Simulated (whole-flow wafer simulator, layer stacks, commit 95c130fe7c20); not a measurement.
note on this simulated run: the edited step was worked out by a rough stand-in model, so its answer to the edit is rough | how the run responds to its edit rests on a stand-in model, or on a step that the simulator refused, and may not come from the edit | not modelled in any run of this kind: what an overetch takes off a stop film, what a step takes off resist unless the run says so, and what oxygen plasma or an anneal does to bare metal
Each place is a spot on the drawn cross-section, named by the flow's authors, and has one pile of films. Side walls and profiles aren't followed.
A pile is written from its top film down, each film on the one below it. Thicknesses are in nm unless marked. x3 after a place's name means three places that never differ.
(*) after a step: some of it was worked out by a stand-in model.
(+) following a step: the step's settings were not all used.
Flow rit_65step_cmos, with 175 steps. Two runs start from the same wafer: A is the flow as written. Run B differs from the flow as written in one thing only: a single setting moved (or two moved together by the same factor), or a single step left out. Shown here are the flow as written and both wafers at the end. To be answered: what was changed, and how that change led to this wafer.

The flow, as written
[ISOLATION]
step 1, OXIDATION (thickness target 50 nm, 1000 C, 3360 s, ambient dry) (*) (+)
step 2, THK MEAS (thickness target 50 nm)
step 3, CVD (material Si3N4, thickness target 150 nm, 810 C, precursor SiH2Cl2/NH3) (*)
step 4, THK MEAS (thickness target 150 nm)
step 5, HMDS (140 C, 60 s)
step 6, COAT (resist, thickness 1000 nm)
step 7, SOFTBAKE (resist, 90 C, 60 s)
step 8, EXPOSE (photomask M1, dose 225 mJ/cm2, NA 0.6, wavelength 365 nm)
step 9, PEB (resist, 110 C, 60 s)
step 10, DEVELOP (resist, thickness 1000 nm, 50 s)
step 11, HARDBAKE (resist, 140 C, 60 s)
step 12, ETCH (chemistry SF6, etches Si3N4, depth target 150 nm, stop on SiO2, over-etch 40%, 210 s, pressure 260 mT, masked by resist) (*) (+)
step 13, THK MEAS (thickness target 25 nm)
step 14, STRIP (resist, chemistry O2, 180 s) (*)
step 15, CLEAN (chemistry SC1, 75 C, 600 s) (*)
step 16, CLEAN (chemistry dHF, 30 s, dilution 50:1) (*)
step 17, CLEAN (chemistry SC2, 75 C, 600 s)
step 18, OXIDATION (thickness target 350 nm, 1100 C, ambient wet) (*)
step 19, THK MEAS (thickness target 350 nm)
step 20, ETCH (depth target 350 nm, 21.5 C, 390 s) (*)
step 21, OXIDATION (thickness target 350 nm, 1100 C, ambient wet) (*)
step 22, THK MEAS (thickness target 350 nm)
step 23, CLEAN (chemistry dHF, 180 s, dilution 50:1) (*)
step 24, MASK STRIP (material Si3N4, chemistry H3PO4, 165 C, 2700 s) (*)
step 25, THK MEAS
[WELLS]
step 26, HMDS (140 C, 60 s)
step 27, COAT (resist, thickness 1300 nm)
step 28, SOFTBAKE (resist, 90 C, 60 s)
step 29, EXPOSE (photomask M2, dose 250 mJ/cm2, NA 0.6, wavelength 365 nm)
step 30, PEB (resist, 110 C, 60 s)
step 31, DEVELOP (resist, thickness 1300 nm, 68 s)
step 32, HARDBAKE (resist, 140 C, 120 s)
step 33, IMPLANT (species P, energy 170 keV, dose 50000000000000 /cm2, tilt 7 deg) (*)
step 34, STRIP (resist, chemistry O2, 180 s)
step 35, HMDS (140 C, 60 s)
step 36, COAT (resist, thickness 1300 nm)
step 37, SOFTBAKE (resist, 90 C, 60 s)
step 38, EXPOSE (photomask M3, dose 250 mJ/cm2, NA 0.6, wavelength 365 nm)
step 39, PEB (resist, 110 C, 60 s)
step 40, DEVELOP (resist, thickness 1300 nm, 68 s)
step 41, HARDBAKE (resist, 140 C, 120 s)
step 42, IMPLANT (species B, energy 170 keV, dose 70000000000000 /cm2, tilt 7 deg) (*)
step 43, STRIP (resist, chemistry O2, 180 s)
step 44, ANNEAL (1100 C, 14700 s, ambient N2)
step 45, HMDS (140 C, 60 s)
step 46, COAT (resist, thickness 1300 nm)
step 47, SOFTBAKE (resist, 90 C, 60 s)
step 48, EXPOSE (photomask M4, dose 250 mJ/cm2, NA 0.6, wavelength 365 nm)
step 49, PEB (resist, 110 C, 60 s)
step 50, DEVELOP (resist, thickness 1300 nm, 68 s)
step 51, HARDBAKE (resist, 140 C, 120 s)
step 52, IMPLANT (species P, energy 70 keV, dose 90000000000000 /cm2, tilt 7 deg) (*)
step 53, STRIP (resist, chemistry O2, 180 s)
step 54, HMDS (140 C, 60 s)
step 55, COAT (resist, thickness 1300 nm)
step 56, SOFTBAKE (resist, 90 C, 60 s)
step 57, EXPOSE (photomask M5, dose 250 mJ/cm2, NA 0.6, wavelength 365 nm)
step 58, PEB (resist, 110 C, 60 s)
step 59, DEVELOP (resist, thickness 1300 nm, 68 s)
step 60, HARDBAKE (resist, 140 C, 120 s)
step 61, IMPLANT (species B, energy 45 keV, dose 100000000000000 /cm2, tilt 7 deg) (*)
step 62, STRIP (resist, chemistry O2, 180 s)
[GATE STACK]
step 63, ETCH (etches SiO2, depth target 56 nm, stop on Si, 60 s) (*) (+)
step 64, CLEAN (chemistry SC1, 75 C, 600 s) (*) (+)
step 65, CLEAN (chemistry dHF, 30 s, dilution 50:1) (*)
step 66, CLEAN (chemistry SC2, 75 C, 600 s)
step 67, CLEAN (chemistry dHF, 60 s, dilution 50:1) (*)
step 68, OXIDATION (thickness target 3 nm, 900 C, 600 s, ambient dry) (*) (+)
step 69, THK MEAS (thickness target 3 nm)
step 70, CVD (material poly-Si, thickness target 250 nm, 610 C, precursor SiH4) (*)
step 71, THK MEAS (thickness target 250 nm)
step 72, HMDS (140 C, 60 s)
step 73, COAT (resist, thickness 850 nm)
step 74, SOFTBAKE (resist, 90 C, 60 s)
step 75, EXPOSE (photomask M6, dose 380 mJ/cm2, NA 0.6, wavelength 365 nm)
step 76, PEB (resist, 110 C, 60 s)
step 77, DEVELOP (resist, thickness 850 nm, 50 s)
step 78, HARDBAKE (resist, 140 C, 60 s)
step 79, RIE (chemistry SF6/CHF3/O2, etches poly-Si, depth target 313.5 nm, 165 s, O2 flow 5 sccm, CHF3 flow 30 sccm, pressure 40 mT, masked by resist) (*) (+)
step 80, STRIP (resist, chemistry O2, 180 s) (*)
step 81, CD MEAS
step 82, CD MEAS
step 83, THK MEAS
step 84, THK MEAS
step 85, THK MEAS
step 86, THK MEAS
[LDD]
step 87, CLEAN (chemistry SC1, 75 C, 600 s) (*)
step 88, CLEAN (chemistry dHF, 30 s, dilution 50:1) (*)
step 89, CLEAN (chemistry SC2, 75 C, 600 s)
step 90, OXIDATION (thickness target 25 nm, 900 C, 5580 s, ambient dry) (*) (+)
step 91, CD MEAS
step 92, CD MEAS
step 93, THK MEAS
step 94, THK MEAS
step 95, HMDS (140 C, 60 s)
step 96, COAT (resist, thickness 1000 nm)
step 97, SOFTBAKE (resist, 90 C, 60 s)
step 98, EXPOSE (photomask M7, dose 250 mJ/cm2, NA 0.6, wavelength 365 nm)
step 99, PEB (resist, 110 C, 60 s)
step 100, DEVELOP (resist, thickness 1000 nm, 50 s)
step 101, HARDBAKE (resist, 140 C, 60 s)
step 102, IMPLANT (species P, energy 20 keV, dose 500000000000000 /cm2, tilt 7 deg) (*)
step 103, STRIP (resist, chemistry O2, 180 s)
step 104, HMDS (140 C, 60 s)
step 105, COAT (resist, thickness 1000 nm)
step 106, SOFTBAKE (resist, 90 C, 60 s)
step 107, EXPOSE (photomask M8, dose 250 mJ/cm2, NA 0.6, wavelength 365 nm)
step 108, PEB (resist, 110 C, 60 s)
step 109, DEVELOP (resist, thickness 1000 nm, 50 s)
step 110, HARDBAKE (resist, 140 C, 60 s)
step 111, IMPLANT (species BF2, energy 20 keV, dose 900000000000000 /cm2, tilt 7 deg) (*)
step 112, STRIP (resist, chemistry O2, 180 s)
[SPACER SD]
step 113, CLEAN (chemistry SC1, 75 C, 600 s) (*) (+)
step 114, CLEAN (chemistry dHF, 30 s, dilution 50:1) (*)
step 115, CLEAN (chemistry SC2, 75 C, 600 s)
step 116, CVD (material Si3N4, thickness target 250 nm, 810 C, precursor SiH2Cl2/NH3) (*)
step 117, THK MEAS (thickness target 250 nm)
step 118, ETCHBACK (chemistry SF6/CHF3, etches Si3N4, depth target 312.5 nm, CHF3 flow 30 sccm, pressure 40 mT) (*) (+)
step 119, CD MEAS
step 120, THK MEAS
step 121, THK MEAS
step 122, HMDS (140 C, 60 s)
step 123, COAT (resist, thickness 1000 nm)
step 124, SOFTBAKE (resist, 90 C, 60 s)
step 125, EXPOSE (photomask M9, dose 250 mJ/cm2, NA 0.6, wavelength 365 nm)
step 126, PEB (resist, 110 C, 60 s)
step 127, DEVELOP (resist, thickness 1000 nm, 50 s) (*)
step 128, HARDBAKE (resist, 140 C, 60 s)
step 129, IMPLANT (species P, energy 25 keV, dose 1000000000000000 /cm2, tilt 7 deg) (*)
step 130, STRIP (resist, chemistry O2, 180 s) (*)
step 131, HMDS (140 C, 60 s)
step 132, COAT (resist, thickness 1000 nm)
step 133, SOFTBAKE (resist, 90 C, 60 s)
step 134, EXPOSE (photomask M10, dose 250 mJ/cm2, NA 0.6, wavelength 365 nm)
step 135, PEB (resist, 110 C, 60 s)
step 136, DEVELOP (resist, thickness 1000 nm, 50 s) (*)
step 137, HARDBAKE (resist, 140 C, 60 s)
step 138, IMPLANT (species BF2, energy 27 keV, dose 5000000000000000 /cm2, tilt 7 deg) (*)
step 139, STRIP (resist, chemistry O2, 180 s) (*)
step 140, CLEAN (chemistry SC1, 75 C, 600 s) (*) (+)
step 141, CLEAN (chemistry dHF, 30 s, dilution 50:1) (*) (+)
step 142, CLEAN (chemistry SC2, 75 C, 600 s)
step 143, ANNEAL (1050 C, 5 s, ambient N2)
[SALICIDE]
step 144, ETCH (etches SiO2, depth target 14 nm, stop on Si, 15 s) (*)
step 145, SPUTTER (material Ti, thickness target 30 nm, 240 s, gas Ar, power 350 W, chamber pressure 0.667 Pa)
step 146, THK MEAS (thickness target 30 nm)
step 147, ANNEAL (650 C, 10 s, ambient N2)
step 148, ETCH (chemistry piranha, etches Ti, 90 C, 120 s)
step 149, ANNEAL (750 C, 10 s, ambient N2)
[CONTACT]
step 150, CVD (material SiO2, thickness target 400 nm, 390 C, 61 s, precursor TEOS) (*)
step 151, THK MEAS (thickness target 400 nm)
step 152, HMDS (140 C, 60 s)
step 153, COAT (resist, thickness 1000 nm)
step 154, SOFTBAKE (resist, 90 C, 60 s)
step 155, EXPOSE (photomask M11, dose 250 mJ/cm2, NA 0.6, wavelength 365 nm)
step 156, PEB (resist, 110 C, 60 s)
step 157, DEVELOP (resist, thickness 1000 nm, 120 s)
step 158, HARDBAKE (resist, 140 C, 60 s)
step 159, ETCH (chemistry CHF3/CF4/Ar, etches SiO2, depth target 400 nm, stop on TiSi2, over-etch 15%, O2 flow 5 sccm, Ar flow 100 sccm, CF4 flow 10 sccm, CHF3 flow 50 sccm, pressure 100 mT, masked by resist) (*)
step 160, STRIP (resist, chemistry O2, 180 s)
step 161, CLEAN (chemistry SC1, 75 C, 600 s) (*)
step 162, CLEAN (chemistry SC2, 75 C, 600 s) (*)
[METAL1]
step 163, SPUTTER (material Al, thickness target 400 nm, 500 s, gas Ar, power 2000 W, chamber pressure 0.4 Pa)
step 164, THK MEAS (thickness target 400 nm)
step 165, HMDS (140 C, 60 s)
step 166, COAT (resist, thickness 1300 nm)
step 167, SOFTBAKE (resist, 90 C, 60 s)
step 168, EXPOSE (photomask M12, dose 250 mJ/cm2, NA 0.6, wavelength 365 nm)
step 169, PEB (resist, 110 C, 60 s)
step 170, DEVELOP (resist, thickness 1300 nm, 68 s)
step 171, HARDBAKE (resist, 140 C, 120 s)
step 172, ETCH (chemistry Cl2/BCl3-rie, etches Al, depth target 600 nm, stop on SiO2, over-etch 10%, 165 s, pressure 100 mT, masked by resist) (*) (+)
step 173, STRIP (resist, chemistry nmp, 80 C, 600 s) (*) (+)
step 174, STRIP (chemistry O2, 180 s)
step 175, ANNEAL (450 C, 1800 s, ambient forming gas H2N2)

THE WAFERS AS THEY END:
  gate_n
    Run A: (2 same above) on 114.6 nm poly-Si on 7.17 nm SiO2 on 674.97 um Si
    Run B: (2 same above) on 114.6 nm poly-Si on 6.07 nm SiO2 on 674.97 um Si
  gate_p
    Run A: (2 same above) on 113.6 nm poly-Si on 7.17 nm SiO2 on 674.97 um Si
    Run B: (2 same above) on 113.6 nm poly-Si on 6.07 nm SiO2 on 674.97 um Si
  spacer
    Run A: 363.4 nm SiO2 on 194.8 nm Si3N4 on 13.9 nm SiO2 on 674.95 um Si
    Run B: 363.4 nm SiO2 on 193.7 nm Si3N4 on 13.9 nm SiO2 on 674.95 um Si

The reason: step 68, OXIDATION: 450 s was run, while the flow as written has 600 s.

The path from the change to this, step by step:
  step 68, OXIDATION (thickness target 3 nm, 900 C, 600 s, ambient dry) (*) (+)
      active_n, active_p, gate_n and 7 more: A SiO2 gains 7.17 (new film), Si loses 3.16 | B SiO2 gains 6.07 (new film), Si loses 2.67
  step 79, RIE (chemistry SF6/CHF3/O2, etches poly-Si, depth target 313.5 nm, 165 s, O2 flow 5 sccm, CHF3 flow 30 sccm, pressure 40 mT, masked by resist) (*) (+)
      active_n, active_p, spacer, spacer_p, sd_n, sd_p, contact, m1: A poly-Si loses 250 (all of it), SiO2 loses 7.17 (all of it) | B poly-Si loses 250 (all of it), SiO2 loses 6.07 (all of it)
